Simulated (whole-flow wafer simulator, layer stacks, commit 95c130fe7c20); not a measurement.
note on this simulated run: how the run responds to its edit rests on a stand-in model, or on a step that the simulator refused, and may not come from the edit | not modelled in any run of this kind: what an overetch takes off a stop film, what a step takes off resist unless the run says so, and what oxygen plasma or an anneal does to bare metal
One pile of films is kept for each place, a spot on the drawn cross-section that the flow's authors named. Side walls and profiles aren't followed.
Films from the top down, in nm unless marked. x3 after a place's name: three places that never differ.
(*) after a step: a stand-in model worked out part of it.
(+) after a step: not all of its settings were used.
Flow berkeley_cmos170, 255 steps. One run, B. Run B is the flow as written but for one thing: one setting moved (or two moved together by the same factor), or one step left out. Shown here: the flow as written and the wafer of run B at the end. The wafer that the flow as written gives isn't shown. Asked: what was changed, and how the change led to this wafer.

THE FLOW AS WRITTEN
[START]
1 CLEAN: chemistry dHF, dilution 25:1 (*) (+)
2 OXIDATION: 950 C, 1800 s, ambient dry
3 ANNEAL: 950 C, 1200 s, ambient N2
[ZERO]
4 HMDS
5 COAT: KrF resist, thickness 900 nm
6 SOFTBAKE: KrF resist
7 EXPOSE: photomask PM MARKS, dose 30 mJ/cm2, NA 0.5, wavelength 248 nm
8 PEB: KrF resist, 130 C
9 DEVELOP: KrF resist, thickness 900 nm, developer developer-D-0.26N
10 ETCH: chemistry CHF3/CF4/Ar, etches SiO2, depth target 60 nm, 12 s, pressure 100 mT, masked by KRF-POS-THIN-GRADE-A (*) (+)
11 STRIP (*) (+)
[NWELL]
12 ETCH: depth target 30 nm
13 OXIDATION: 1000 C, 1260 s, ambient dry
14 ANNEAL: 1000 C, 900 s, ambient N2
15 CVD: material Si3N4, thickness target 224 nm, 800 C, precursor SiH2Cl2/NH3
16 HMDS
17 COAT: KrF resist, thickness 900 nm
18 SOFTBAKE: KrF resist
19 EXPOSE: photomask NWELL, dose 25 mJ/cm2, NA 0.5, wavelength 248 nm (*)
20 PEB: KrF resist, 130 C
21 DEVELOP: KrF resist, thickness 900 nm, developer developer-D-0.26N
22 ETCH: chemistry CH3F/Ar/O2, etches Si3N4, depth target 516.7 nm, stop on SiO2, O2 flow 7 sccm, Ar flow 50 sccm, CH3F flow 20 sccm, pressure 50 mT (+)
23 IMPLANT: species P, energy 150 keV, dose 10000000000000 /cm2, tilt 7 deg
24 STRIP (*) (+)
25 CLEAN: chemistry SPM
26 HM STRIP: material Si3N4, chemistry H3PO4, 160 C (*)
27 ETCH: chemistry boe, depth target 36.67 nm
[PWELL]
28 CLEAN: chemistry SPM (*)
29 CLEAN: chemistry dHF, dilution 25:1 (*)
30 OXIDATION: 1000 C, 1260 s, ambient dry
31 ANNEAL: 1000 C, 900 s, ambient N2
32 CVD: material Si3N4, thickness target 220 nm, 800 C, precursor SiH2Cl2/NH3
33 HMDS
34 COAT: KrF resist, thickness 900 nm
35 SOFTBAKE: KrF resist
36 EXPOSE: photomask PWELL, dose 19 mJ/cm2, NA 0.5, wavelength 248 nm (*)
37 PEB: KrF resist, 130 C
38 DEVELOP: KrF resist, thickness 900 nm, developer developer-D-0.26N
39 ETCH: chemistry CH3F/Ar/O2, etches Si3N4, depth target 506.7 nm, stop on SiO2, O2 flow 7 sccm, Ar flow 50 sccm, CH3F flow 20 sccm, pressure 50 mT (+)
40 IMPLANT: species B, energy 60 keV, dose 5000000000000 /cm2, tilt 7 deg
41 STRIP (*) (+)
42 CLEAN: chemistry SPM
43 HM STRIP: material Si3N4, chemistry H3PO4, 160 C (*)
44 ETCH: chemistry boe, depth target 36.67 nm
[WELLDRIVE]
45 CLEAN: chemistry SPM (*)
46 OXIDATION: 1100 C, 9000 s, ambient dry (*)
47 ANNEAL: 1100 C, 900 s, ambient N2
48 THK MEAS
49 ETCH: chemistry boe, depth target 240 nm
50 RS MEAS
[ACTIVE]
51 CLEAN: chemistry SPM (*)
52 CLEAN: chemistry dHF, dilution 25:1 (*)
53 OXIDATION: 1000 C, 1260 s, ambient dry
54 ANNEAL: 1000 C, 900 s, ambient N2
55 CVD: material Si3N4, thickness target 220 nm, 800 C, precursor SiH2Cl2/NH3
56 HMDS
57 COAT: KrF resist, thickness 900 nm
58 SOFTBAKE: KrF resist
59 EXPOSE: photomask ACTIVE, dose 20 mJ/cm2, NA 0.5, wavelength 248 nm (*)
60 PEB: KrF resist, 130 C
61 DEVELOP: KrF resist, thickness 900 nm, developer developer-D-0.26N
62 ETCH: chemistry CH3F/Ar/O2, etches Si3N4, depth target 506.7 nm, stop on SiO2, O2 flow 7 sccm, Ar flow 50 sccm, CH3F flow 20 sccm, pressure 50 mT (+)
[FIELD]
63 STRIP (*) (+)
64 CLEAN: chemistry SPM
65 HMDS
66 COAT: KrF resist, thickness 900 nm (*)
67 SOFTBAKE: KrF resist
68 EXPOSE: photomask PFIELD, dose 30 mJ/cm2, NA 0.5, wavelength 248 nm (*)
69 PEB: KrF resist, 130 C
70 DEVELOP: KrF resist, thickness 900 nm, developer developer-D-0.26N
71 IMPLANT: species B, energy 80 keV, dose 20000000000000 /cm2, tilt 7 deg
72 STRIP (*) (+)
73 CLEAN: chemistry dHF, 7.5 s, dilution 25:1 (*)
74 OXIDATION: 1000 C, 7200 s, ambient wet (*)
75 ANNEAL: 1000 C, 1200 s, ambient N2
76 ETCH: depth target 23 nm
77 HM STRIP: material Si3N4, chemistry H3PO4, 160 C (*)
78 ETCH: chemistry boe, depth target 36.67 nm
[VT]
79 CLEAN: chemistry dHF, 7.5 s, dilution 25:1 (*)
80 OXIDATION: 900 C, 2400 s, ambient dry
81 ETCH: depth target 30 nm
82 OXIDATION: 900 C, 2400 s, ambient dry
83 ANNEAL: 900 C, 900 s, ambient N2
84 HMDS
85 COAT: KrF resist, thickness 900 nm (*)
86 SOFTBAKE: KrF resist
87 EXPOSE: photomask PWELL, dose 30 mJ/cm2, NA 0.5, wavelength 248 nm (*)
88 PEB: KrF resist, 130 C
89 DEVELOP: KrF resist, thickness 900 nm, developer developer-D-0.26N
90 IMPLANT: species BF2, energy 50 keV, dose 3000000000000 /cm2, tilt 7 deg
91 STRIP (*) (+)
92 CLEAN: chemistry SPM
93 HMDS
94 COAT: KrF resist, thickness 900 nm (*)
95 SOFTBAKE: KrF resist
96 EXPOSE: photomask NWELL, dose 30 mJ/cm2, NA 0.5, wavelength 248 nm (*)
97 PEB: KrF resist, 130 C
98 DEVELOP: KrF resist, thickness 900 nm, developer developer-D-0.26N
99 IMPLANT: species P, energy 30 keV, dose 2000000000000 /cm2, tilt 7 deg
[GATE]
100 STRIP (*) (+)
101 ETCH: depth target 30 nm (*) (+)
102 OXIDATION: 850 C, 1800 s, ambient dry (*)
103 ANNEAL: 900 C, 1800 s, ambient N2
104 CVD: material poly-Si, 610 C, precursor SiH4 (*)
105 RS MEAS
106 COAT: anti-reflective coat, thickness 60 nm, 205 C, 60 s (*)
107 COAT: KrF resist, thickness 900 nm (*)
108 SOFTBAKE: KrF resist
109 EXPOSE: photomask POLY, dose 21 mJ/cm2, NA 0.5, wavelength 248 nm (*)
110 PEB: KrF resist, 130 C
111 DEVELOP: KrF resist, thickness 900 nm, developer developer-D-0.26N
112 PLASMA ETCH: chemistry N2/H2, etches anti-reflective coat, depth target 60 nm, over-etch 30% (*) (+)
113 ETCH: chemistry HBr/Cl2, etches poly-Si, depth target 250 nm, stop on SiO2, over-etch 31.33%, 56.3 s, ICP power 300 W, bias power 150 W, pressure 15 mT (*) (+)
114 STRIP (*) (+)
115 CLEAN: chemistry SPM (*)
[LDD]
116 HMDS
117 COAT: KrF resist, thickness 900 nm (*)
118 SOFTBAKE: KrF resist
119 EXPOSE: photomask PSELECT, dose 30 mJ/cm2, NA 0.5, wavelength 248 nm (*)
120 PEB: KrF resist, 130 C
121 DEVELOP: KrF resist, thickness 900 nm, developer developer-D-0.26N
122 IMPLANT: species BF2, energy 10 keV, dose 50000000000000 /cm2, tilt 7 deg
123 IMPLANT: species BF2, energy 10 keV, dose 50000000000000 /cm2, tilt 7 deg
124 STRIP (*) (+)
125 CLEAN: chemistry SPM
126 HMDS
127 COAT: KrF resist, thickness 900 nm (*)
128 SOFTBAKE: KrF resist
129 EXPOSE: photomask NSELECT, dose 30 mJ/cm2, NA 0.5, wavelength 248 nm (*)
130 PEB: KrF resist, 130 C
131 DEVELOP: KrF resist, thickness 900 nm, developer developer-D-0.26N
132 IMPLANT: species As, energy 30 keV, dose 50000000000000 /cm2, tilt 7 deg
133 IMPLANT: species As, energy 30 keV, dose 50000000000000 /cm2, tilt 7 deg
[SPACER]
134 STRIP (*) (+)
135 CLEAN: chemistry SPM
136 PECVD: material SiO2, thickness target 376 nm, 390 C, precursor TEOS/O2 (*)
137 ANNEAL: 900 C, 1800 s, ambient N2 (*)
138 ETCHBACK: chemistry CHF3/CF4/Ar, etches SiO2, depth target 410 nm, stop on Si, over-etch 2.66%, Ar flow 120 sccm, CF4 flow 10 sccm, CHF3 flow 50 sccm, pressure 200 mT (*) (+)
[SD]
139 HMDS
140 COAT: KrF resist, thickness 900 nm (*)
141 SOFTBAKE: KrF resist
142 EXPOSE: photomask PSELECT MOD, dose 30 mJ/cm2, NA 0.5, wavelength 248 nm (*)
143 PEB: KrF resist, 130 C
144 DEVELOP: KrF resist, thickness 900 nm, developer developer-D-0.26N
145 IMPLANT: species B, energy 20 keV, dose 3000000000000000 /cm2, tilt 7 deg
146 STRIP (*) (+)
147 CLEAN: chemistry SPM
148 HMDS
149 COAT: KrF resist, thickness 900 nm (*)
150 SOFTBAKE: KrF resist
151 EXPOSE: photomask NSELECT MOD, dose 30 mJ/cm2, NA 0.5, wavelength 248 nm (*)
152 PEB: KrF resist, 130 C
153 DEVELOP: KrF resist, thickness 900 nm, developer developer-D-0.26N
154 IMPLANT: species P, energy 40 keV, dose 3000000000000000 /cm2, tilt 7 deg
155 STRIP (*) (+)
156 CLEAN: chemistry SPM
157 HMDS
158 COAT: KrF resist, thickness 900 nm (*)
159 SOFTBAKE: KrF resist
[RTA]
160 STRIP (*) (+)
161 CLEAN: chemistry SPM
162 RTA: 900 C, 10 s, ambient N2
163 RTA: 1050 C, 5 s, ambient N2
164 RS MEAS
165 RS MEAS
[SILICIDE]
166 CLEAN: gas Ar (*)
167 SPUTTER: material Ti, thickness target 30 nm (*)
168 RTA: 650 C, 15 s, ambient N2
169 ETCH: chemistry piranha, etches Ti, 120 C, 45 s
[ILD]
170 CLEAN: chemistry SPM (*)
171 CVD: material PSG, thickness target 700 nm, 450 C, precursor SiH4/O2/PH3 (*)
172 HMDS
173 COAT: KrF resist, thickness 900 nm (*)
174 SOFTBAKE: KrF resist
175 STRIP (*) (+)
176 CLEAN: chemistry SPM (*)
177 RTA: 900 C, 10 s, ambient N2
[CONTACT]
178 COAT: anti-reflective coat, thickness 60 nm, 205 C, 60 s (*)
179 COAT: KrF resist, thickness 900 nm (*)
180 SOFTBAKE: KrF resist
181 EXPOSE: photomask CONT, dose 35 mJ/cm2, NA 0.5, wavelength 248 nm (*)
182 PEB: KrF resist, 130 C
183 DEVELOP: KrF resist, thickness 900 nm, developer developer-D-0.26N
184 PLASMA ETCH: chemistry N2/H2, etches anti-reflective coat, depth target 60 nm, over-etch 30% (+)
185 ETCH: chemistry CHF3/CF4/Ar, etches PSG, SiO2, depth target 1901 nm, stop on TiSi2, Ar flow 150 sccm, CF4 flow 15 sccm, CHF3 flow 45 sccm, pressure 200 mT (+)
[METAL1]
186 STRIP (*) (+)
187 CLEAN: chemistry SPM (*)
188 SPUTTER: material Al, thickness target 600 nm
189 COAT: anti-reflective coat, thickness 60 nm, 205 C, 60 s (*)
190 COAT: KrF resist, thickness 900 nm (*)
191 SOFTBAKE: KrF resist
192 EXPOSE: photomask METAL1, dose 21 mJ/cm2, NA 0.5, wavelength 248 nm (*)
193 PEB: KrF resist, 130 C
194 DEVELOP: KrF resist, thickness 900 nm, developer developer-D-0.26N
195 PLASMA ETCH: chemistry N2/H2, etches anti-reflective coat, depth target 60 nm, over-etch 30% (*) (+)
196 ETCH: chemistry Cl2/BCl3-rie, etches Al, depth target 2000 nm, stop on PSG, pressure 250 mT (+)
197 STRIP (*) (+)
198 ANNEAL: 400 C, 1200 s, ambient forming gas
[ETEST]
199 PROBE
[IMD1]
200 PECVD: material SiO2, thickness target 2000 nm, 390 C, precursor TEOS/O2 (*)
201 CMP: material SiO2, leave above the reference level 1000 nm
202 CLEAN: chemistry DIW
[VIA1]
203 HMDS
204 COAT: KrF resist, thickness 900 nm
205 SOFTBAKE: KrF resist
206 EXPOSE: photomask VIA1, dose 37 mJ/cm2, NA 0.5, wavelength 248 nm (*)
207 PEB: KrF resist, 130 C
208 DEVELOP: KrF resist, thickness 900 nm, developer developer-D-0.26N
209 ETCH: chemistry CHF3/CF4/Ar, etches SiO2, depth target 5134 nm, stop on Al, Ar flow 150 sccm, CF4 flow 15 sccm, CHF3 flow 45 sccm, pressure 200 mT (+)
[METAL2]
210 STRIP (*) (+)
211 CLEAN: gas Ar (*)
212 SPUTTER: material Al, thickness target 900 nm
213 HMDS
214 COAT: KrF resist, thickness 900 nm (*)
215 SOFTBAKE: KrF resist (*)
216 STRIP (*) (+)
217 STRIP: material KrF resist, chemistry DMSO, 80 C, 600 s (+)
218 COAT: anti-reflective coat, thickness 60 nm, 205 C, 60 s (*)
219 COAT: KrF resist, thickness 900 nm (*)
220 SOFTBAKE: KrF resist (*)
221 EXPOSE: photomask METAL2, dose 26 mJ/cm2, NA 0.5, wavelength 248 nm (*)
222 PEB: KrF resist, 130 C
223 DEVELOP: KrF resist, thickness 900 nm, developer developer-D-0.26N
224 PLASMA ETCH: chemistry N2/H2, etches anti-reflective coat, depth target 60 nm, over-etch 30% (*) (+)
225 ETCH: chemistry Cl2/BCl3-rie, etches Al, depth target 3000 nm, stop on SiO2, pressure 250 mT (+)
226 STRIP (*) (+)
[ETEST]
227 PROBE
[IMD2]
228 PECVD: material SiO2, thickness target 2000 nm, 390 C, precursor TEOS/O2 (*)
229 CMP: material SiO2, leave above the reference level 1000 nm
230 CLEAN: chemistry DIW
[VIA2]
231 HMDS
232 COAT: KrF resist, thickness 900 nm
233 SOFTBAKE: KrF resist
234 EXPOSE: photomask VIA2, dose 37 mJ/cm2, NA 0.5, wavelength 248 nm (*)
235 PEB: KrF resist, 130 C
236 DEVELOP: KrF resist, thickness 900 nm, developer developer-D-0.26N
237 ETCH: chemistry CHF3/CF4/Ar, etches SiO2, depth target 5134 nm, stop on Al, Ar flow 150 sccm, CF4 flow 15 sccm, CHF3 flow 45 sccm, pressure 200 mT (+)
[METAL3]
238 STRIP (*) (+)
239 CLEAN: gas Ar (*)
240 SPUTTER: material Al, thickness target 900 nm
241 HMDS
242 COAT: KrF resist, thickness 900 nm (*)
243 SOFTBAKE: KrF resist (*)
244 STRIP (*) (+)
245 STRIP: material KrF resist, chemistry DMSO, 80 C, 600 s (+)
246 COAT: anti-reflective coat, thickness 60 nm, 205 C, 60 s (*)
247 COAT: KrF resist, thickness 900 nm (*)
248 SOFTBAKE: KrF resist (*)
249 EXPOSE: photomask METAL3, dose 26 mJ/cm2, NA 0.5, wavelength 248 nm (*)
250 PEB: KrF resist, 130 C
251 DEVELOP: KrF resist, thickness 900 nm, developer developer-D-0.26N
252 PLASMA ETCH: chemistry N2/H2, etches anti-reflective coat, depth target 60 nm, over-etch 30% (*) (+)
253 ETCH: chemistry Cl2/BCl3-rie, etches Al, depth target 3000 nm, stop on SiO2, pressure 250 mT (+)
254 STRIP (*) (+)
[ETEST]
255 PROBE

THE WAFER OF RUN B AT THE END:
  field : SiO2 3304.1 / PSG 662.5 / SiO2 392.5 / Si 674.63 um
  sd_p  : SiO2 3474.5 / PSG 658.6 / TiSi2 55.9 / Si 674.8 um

The cause: step 81, ETCH: depth target 18 nm was run, where the flow has depth target 30 nm.

How the change led to this, step by step:
  81 ETCH: depth target 30 nm
      field: SiO2 -18 (as written it would be: SiO2 -30)
  106 COAT: anti-reflective coat, thickness 60 nm, 205 C, 60 s (*)
      field: anti-reflective coat +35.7 (new film) (as written it would be: anti-reflective coat +34.7 (new film))
      sd_n: anti-reflective coat +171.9 (new film) (as written it would be: anti-reflective coat +158.6 (new film))
      (and at 6 more places)
  112 PLASMA ETCH: chemistry N2/H2, etches anti-reflective coat, depth target 60 nm, over-etch 30% (*) (+)
      field: anti-reflective coat -35.7 (all of it), poly-Si -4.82 (as written it would be: anti-reflective coat -34.7 (all of it), poly-Si -4.4)
      sd_n: anti-reflective coat -171.9 (all of it), poly-Si -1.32 (as written it would be: anti-reflective coat -158.6 (all of it), poly-Si -1.22)
      (and at 4 more places)
  114 STRIP (*) (+)
      gate_n: chemical SiO2 +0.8 (new film), KrF resist -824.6 (all of it), anti-reflective coat -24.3 (all of it), poly-Si -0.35 (as written it would be: chemical SiO2 +0.8 (new film), KrF resist -812.6 (all of it), anti-reflective coat -27.3 (all of it), poly-Si -0.35)
      gate_p: chemical SiO2 +0.8 (new film), KrF resist -788.5 (all of it), anti-reflective coat -28.1 (all of it), poly-Si -0.35 (as written it would be: chemical SiO2 +0.8 (new film), KrF resist -782.1 (all of it), anti-reflective coat -29.6 (all of it), poly-Si -0.35)
  178 COAT: anti-reflective coat, thickness 60 nm, 205 C, 60 s (*)
      sd_n: anti-reflective coat +142.3 (new film) (as written it would be: anti-reflective coat +135.1 (new film))
      m2: anti-reflective coat +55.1 (new film) (as written it would be: anti-reflective coat +56.7 (new film))
  186 STRIP (*) (+)
      sd_n: KrF resist -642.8 (all of it), anti-reflective coat -142.3 (all of it) (as written it would be: KrF resist -643.8 (all of it), anti-reflective coat -135.1 (all of it))
      m2: KrF resist -693.4 (all of it), anti-reflective coat -55.1 (all of it) (as written it would be: KrF resist -689 (all of it), anti-reflective coat -56.7 (all of it))
  189 COAT: anti-reflective coat, thickness 60 nm, 205 C, 60 s (*)
      m2: anti-reflective coat +59.4 (new film) (as written it would be: anti-reflective coat +61.1 (new film))
  197 STRIP (*) (+)
      m2: KrF resist -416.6 (all of it), anti-reflective coat -59.4 (all of it) (as written it would be: KrF resist -412.9 (all of it), anti-reflective coat -61.1 (all of it))
  201 CMP: material SiO2, leave above the reference level 1000 nm
      field: SiO2 -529 (as written it would be: SiO2 -517)
